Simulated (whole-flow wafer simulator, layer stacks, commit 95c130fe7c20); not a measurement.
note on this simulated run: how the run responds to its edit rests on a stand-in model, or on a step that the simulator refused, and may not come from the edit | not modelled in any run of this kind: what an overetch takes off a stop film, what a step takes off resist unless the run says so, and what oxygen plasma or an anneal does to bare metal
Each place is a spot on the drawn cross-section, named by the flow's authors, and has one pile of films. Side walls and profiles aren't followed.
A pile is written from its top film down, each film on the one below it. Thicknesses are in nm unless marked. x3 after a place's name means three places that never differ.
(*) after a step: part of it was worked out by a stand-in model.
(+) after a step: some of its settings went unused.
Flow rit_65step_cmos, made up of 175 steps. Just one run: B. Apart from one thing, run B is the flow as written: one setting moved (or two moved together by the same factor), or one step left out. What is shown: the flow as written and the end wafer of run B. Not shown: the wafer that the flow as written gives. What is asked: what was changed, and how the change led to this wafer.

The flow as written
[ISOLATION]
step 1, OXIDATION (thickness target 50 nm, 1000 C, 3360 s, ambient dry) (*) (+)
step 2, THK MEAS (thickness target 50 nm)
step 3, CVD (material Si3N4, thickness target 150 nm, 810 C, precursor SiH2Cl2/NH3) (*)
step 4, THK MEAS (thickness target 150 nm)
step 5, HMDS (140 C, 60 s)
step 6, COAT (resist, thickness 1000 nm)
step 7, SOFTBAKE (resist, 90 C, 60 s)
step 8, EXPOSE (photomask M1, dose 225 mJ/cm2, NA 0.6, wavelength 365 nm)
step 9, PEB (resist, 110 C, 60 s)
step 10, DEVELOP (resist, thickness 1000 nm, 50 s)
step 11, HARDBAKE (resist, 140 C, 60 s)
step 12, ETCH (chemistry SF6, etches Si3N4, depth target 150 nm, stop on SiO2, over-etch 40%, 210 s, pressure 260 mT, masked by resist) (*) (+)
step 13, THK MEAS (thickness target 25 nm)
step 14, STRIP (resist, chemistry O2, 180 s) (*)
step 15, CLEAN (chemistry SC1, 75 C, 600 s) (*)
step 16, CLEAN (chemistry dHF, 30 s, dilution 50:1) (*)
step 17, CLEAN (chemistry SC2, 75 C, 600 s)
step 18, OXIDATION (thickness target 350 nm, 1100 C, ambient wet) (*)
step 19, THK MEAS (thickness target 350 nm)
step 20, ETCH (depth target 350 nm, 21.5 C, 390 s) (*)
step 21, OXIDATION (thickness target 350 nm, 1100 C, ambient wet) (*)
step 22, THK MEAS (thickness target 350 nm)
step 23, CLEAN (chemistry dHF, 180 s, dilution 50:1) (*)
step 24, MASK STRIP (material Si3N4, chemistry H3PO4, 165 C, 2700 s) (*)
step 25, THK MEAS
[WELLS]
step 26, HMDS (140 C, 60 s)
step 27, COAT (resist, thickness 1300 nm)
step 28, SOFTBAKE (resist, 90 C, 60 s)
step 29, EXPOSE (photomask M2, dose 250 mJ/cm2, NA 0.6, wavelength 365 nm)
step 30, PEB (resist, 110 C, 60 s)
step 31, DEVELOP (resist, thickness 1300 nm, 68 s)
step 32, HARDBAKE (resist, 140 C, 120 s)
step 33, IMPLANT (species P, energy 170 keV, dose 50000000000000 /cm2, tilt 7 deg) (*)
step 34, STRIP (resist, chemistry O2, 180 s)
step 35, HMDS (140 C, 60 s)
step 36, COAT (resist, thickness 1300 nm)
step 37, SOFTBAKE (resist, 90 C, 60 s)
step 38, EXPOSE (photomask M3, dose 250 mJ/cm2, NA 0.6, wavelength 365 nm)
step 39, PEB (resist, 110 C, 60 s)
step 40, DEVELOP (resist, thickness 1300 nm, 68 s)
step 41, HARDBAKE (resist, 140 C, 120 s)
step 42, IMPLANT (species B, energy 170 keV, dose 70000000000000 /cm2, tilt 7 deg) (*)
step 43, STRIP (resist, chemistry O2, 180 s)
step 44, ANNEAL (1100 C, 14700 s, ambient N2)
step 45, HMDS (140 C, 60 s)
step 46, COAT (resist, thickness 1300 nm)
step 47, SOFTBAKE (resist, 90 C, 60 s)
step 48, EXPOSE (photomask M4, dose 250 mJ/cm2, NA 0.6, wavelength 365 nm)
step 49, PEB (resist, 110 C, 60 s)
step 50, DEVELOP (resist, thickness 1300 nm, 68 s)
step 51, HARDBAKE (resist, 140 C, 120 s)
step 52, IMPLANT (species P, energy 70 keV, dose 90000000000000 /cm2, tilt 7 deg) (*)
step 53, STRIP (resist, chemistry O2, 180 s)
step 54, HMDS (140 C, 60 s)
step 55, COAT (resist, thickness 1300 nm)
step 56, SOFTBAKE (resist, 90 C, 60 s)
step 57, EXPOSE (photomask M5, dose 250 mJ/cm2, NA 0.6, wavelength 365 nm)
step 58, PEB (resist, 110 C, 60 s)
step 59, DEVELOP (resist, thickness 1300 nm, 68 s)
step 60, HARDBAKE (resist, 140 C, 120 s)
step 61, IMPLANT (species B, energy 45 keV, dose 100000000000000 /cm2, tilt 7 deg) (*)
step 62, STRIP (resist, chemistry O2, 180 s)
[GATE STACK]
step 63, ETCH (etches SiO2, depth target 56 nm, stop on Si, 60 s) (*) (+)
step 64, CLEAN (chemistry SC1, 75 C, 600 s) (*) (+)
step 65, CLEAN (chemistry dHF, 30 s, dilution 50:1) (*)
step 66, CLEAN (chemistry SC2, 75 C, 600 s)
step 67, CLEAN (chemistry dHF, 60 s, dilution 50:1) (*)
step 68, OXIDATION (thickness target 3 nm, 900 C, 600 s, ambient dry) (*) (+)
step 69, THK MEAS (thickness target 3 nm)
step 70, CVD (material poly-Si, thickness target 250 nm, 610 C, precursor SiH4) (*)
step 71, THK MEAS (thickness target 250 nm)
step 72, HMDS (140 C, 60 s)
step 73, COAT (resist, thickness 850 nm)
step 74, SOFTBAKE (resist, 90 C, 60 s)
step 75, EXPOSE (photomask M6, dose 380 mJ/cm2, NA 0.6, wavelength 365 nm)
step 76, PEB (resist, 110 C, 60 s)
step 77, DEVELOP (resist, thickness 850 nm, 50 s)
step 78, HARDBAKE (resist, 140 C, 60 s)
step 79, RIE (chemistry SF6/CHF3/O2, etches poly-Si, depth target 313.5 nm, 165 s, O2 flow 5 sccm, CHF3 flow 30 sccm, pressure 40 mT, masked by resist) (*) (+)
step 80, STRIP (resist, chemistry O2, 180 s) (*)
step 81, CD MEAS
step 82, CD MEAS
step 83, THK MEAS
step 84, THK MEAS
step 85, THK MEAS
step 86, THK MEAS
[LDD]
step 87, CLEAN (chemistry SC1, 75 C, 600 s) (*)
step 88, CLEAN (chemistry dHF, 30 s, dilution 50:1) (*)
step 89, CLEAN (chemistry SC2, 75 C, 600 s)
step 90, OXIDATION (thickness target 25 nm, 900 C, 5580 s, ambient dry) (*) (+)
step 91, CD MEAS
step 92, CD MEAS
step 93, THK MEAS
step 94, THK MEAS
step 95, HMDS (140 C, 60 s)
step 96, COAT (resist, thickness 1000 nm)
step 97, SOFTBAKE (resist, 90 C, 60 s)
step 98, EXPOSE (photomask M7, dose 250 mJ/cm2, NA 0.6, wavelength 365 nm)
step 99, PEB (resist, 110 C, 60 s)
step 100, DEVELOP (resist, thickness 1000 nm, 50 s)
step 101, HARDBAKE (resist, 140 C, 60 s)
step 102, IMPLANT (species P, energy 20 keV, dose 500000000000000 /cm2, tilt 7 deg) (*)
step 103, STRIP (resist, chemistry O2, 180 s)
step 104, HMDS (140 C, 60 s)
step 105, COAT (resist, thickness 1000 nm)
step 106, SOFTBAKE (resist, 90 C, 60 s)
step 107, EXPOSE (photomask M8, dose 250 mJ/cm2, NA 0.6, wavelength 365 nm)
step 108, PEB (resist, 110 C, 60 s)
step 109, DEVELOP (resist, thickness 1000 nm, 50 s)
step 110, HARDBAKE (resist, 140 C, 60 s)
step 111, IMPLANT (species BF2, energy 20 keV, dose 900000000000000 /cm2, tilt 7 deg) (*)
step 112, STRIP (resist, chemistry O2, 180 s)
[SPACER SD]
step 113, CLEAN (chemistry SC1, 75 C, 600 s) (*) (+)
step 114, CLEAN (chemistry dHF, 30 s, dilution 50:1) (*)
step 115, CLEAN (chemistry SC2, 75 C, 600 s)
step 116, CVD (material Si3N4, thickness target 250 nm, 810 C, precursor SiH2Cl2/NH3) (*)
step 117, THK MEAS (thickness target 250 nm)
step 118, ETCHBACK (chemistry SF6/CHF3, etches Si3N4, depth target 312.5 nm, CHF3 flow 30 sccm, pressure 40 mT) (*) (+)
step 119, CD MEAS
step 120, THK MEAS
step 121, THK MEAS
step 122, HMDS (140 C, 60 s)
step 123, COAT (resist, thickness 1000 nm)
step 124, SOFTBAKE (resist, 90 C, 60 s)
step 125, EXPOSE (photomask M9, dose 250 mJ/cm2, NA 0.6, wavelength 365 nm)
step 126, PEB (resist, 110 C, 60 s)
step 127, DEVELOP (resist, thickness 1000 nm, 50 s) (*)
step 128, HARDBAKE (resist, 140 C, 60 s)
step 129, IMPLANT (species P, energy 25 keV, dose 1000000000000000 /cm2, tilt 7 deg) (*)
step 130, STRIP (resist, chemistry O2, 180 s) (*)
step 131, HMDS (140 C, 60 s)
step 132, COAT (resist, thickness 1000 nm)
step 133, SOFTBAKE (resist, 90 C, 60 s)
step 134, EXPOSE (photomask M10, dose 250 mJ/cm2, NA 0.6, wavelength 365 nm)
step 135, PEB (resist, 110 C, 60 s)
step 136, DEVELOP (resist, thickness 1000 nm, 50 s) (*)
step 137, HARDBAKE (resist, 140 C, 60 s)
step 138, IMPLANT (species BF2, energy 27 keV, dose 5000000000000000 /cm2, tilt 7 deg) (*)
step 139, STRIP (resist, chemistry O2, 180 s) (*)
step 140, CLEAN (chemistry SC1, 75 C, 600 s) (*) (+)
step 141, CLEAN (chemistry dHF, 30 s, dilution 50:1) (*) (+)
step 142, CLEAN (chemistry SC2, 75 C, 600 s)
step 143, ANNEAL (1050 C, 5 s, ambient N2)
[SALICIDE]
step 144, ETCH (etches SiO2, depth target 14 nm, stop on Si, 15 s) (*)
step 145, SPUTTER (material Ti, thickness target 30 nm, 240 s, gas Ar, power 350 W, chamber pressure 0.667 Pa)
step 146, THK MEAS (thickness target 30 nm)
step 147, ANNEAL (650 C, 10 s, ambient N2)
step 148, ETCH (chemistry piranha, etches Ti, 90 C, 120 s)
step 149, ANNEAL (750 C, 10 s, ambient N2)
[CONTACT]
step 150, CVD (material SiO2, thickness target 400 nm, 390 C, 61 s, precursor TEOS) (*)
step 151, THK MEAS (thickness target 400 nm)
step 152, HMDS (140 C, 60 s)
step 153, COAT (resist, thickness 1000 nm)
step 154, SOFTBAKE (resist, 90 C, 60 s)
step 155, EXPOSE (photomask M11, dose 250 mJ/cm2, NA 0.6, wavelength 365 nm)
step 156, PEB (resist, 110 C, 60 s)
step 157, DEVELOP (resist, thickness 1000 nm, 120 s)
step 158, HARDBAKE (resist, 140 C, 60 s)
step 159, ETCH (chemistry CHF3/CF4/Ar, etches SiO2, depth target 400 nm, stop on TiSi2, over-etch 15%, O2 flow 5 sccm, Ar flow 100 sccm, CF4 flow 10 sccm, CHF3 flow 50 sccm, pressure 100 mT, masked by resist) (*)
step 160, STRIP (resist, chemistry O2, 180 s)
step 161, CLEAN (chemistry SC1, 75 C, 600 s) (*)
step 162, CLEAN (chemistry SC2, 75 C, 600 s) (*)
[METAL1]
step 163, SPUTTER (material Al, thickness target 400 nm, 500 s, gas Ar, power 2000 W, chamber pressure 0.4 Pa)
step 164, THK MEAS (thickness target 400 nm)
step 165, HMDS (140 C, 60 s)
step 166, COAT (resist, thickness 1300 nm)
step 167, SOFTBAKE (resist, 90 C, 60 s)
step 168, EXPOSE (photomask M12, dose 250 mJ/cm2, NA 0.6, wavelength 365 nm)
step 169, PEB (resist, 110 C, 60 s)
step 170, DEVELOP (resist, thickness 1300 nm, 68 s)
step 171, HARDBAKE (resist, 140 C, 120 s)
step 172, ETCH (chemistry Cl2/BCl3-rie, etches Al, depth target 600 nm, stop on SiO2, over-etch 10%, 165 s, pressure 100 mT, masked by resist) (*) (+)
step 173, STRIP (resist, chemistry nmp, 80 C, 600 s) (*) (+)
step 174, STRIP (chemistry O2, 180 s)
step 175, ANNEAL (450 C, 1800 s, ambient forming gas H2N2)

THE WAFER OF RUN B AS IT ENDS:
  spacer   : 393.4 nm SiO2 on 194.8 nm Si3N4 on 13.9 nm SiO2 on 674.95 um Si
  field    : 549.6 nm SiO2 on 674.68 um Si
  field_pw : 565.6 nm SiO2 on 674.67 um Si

What caused this: step 163, SPUTTER: thickness target 640 nm was run, whereas the flow has thickness target 400 nm.

The path from the change to this, step by step:
  step 163, SPUTTER (material Al, thickness target 400 nm, 500 s, gas Ar, power 2000 W, chamber pressure 0.4 Pa)
      field, field_pw, field_p, spacer, spacer_p: Al gains 640 (new film) (it would be, as written: Al gains 400 (new film))
      gate_n, gate_p: Al gains 572.3 (new film) (it would be, as written: Al gains 396 (new film))
      (and at 1 other place as well)
  step 166, COAT (resist, thickness 1300 nm)
      gate_n: resist gains 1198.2 (new film) (it would be, as written: resist gains 1131.7 (new film))
      gate_p: resist gains 1201.4 (new film) (it would be, as written: resist gains 1135.6 (new film))
  step 169, PEB (resist, 110 C, 60 s)
      gate_n: resist loses 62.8 (it would be, as written: resist loses 59.1)
      gate_p: resist loses 62.9 (it would be, as written: resist loses 59.3)
  step 170, DEVELOP (resist, thickness 1300 nm, 68 s)
      gate_n: resist loses 1135.4 (all of it) (it would be, as written: resist loses 1072.6 (all of it))
      gate_p: resist loses 1138.5 (all of it) (it would be, as written: resist loses 1076.3 (all of it))
  step 172, ETCH (chemistry Cl2/BCl3-rie, etches Al, depth target 600 nm, stop on SiO2, over-etch 10%, 165 s, pressure 100 mT, masked by resist) (*) (+)
      field, field_pw, field_p, spacer, spacer_p: Al loses 640 (all of it), SiO2 loses 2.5 (it would be, as written: Al loses 400 (all of it), SiO2 loses 32.5)
      gate_n, gate_p: Al loses 572.3 (all of it), SiO2 loses 11 (it would be, as written: Al loses 396 (all of it), SiO2 loses 33)
      (and at 1 other place as well)
